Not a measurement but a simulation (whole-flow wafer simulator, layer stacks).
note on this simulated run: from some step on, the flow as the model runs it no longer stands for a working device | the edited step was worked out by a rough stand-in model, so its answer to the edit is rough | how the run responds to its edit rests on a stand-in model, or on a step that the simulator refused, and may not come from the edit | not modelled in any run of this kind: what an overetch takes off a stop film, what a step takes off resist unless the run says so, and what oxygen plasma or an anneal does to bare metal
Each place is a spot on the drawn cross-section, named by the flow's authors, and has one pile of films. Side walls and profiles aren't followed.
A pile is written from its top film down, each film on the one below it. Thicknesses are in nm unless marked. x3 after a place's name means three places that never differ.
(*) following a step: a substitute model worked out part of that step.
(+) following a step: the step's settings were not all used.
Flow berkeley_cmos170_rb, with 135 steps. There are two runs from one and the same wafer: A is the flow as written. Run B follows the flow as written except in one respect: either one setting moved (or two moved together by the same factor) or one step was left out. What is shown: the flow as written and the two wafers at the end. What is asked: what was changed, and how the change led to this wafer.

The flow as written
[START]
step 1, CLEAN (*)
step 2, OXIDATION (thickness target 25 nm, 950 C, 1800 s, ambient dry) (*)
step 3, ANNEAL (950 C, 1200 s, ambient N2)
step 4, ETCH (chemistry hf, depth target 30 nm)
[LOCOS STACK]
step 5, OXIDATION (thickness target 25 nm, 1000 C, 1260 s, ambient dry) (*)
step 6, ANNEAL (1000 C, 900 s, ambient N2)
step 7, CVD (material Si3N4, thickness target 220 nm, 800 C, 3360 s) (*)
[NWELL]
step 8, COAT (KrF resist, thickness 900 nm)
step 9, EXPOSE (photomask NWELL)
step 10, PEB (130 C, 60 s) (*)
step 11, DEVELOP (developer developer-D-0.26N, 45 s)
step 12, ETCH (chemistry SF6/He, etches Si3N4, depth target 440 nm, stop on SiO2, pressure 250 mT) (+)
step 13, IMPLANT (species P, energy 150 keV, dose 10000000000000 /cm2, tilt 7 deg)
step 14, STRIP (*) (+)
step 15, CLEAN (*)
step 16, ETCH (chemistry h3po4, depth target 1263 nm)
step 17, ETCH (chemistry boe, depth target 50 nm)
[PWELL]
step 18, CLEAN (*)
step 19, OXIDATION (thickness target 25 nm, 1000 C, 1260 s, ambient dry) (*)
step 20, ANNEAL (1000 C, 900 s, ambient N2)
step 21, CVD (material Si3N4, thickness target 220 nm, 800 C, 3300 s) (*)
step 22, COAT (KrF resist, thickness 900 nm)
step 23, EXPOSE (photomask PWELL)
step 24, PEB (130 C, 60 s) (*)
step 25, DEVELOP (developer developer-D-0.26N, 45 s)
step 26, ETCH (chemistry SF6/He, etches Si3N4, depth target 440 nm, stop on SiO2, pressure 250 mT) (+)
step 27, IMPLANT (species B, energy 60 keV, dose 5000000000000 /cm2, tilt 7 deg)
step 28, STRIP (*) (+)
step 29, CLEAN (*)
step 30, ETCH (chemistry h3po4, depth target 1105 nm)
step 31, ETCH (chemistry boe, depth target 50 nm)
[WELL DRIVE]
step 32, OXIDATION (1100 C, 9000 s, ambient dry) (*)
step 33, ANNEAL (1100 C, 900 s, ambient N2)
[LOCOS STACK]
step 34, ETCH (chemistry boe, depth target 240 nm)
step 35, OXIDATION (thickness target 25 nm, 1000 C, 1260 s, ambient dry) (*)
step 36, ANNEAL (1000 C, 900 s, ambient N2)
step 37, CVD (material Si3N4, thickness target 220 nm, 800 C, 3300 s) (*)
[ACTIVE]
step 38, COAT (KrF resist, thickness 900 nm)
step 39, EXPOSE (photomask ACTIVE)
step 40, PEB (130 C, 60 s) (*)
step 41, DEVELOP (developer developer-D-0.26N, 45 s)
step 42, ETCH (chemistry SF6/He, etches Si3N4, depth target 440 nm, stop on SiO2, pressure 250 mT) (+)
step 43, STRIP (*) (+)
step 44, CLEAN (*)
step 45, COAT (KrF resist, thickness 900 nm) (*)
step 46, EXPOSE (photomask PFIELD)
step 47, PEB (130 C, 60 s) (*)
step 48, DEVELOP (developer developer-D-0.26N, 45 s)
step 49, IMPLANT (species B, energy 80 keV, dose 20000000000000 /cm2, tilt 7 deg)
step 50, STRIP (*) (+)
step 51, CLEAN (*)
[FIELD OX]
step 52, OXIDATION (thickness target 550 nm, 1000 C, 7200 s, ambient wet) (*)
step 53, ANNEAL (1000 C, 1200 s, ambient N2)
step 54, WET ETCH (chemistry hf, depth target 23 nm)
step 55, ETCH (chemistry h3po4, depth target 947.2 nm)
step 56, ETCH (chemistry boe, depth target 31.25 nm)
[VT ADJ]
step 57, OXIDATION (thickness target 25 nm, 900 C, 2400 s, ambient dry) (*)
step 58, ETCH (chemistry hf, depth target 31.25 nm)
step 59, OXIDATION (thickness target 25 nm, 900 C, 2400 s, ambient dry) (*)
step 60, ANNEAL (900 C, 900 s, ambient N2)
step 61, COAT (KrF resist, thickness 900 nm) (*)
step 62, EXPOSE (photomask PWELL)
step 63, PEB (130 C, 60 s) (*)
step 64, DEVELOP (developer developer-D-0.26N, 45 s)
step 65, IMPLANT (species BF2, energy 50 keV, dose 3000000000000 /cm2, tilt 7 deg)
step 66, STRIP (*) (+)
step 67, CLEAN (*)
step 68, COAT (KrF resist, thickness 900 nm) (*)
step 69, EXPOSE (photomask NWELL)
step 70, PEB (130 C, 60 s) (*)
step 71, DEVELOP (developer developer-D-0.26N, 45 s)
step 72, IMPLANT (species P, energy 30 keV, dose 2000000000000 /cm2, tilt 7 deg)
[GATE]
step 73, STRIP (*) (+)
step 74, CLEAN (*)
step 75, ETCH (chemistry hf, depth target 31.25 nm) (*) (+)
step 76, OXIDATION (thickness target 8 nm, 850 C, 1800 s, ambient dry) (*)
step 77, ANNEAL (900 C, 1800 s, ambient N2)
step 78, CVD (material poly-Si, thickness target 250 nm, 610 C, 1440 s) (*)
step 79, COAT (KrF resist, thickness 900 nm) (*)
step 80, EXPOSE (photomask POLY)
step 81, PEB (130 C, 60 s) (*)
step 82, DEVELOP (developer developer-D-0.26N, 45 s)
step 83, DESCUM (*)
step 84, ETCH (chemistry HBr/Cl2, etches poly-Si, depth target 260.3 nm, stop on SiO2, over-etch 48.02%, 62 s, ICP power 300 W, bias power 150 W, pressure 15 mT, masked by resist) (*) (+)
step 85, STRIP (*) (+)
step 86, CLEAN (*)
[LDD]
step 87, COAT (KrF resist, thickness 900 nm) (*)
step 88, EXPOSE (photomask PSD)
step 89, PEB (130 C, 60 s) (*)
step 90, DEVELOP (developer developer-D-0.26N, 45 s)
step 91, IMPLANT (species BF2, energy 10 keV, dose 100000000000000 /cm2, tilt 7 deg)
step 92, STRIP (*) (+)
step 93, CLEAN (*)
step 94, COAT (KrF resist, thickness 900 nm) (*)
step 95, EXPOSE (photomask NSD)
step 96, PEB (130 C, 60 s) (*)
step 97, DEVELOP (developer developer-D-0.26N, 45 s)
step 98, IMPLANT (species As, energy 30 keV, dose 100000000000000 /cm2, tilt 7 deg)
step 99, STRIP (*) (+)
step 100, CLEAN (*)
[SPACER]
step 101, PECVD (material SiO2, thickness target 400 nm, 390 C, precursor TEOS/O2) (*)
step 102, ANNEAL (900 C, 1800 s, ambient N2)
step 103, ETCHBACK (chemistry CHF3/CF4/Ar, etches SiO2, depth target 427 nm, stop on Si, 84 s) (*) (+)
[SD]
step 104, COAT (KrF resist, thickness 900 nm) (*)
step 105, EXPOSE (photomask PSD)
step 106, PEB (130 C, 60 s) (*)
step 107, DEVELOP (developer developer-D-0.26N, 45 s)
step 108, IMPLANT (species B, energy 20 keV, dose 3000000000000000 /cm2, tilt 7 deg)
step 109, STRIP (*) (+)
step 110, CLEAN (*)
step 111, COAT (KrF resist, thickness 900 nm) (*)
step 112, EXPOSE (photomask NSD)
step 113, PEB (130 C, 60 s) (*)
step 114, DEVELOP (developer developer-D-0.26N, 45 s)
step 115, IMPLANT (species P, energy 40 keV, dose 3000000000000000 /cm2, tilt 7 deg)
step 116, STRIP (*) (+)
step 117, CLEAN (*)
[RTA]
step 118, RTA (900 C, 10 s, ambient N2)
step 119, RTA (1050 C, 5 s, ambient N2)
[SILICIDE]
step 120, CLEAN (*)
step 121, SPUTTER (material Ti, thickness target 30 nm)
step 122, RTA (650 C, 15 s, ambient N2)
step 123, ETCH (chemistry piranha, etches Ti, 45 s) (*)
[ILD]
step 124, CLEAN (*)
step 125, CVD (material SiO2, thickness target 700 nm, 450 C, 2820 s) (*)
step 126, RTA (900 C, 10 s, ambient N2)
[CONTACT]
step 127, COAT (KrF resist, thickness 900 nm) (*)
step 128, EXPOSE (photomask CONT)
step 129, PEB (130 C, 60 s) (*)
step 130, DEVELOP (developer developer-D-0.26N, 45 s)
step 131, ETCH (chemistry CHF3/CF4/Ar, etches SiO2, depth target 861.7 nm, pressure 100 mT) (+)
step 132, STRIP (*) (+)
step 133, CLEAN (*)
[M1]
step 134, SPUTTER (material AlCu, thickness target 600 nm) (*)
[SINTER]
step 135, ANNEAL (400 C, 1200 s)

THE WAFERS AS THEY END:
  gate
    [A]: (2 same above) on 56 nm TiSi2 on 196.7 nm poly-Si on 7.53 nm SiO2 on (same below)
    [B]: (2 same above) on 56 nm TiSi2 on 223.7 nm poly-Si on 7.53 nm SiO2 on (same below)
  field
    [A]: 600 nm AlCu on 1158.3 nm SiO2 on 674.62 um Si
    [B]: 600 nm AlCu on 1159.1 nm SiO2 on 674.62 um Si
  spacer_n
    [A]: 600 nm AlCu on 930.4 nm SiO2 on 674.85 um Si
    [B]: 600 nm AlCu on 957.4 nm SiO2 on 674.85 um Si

The reason: step 78, CVD: thickness target 277 nm was run, though the flow has thickness target 250 nm; step 78, CVD: 1597 s was run, where the flow has 1440 s.

The path from the change to this, step by step:
  step 78, CVD (material poly-Si, thickness target 250 nm, 610 C, 1440 s) (*)
      field, sd_n, spacer_n and 6 more: A +250 poly-Si (new film) | B +277 poly-Si (new film)
  step 84, ETCH (chemistry HBr/Cl2, etches poly-Si, depth target 260.3 nm, stop on SiO2, over-etch 48.02%, 62 s, ICP power 300 W, bias power 150 W, pressure 15 mT, masked by resist) (*) (+)
      field, sd_n, spacer_n, sd_p, spacer_p, contact, m1: A -250 poly-Si (all of it), -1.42 SiO2 | B -277 poly-Si (all of it), -0.54 SiO2
  step 87, COAT (KrF resist, thickness 900 nm) (*)
      gate: A +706 KrF resist (new film) | B +685.6 KrF resist (new film)
      gate_p: A +706.3 KrF resist (new film) | B +686.1 KrF resist (new film)
  step 90, DEVELOP (developer developer-D-0.26N, 45 s)
      gate_p: A -706.3 KrF resist (all of it) | B -686.1 KrF resist (all of it)
  step 92, STRIP (*) (+)
      gate: A -691.8 KrF resist (all of it) | B -671.4 KrF resist (all of it)
  step 94, COAT (KrF resist, thickness 900 nm) (*)
      gate: A +706 KrF resist (new film) | B +685.6 KrF resist (new film)
      gate_p: A +706.3 KrF resist (new film) | B +686.1 KrF resist (new film)
  step 97, DEVELOP (developer developer-D-0.26N, 45 s)
      gate: A -706 KrF resist (all of it) | B -685.6 KrF resist (all of it)
  step 99, STRIP (*) (+)
      gate_p: A -692.1 KrF resist (all of it) | B -671.9 KrF resist (all of it)
  step 103, ETCHBACK (chemistry CHF3/CF4/Ar, etches SiO2, depth target 427 nm, stop on Si, 84 s) (*) (+)
      spacer_n: A -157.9 SiO2 | B -131.8 SiO2
      spacer_p: A -157.9 SiO2 | B -131.7 SiO2
  step 104, COAT (KrF resist, thickness 900 nm) (*)
      spacer_n: A +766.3 KrF resist (new film) | B +747.4 KrF resist (new film)
      gate: A +742.1 KrF resist (new film) | B +723.6 KrF resist (new film)
      (also at 2 further places)
  step 107, DEVELOP (developer developer-D-0.26N, 45 s)
      spacer_p: A -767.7 KrF resist (all of it) | B -748.4 KrF resist (all of it)
      gate_p: A -743.2 KrF resist (all of it) | B -724.4 KrF resist (all of it)
  step 109, STRIP (*) (+)
      spacer_n: A -752.1 KrF resist (all of it) | B -733.2 KrF resist (all of it)
      gate: A -727.9 KrF resist (all of it) | B -709.4 KrF resist (all of it)
  step 111, COAT (KrF resist, thickness 900 nm) (*)
      spacer_n: A +766.3 KrF resist (new film) | B +747.4 KrF resist (new film)
      gate: A +742.1 KrF resist (new film) | B +723.6 KrF resist (new film)
      (also at 2 further places)
  step 114, DEVELOP (developer developer-D-0.26N, 45 s)
      spacer_n: A -766.3 KrF resist (all of it) | B -747.4 KrF resist (all of it)
      gate: A -742.1 KrF resist (all of it) | B -723.6 KrF resist (all of it)
  step 116, STRIP (*) (+)
      spacer_p: A -753.5 KrF resist (all of it) | B -734.2 KrF resist (all of it)
      gate_p: A -729 KrF resist (all of it) | B -710.2 KrF resist (all of it)
  step 132, STRIP (*) (+)
      spacer_n: A -590.2 KrF resist (all of it) | B -577.6 KrF resist (all of it)
      spacer_p: A -592.9 KrF resist (all of it) | B -580.8 KrF resist (all of it)
